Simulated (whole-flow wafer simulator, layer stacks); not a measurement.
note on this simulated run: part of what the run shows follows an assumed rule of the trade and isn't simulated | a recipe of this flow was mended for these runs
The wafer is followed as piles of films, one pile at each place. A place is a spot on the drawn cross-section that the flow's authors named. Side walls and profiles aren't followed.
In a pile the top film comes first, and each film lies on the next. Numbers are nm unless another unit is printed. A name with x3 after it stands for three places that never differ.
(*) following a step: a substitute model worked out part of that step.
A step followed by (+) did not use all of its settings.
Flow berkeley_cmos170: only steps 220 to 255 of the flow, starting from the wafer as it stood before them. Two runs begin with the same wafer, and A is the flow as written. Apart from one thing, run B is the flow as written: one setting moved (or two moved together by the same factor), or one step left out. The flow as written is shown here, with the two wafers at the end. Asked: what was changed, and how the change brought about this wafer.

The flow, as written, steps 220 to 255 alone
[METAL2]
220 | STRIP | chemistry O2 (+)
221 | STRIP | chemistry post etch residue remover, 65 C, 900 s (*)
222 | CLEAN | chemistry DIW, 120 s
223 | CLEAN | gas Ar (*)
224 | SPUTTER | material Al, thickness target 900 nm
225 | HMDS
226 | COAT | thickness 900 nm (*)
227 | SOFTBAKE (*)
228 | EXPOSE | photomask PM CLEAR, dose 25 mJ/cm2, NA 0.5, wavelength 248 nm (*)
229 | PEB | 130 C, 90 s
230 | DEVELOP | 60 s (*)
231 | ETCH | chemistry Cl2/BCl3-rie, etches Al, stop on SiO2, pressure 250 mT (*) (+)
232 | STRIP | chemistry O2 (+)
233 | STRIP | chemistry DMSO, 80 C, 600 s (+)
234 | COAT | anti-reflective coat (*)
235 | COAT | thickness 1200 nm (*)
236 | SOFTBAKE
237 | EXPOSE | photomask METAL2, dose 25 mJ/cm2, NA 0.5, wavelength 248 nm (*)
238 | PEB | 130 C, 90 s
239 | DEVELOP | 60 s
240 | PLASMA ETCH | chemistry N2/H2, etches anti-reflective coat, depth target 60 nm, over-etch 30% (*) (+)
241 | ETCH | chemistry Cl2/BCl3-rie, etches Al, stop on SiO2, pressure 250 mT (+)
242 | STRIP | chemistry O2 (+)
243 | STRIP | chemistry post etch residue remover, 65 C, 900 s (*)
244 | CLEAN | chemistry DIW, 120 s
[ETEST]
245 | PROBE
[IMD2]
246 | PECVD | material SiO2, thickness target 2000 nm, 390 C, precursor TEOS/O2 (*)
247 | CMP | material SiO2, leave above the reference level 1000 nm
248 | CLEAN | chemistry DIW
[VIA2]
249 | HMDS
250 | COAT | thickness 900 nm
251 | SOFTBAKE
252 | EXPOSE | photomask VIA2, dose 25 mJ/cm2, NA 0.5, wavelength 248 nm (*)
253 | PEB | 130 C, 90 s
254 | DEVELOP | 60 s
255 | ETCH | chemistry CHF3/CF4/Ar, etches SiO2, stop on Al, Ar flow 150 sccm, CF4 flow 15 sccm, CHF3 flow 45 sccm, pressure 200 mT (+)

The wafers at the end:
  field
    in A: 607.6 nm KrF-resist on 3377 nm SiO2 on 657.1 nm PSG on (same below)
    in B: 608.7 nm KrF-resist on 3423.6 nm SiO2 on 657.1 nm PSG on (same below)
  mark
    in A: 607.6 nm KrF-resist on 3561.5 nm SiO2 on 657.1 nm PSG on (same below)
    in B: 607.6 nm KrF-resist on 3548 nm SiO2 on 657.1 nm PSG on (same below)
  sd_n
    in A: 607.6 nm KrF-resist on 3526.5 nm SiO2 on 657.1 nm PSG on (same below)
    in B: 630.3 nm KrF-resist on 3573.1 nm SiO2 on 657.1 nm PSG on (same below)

What caused this: step 224, SPUTTER: thickness target 1008 nm was run, whereas the flow has thickness target 900 nm.

The path from the change to this, step by step:
  224 | SPUTTER | material Al, thickness target 900 nm
      field, mark, sd_n and 9 more: A Al gains 900 (new film) | B Al gains 1008 (new film)
      via1: A Al gains 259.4 | B Al gains 274.3
  226 | COAT | thickness 900 nm (*)
      via1: A KrF-resist gains 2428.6 (new film) | B KrF-resist gains 2517.1 (new film)
  229 | PEB | 130 C, 90 s
      via1: A KrF-resist loses 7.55 | B KrF-resist loses 8.22
  231 | ETCH | chemistry Cl2/BCl3-rie, etches Al, stop on SiO2, pressure 250 mT (*) (+)
      field, sd_n, spacer_n and 9 more: A KrF-resist loses 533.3 | B KrF-resist loses 587.3
      mark: A Al loses 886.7 (all of it), SiO2 loses 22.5 | B Al loses 994.7 (all of it), SiO2 loses 22.5
  232 | STRIP | chemistry O2 (+)
      field, gate_n: A KrF-resist loses 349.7 (all of it) | B KrF-resist loses 295.7 (all of it)
      spacer_p, gate_p: A KrF-resist loses 349.4 (all of it) | B KrF-resist loses 295.4 (all of it)
      (also at 7 further places)
  234 | COAT | anti-reflective coat (*)
      via1: A anti-reflective coat gains 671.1 (new film) | B anti-reflective coat gains 716 (new film)
  235 | COAT | thickness 1200 nm (*)
      via1: A KrF-resist gains 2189 (new film) | B KrF-resist gains 2240.1 (new film)
  241 | ETCH | chemistry Cl2/BCl3-rie, etches Al, stop on SiO2, pressure 250 mT (+)
      field, sd_n, spacer_n, gate_n, sd_p, spacer_p, gate_p: A Al loses 900 (all of it), SiO2 loses 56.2 | B Al loses 1008 (all of it), SiO2 loses 56.2
      contact, m1, via1, m2, via2: A KrF-resist loses 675 | B KrF-resist loses 729
      (also at 1 further place)
  242 | STRIP | chemistry O2 (+)
      contact: A KrF-resist loses 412 (all of it), anti-reflective coat loses 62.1 (all of it) | B KrF-resist loses 358.5 (all of it), anti-reflective coat loses 62 (all of it)
      m1: A KrF-resist loses 433.1 (all of it), anti-reflective coat loses 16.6 (all of it) | B KrF-resist loses 381.5 (all of it), anti-reflective coat loses 16.4 (all of it)
      (also at 3 further places)
  246 | PECVD | material SiO2, thickness target 2000 nm, 390 C, precursor TEOS/O2 (*)
      via1: A SiO2 gains 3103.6 (new film), void gains 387 (new film), SiO2 gains 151 (new film) | B SiO2 gains 2297.5 (new film), void gains 1307.9 (new film), SiO2 gains 129.3 (new film)
  247 | CMP | material SiO2, leave above the reference level 1000 nm
      field, sd_n, spacer_n, gate_n, sd_p, spacer_p, gate_p: A SiO2 loses 46.6 | B nothing
  250 | COAT | thickness 900 nm
      sd_n: A KrF-resist gains 900 (new film) | B KrF-resist gains 922.8 (new film)
      contact: A KrF-resist gains 900 (new film) | B KrF-resist gains 873.8 (new film)
      (also at 4 further places)
  254 | DEVELOP | 60 s
      via2: A KrF-resist loses 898 (all of it) | B KrF-resist loses 871.6 (all of it)
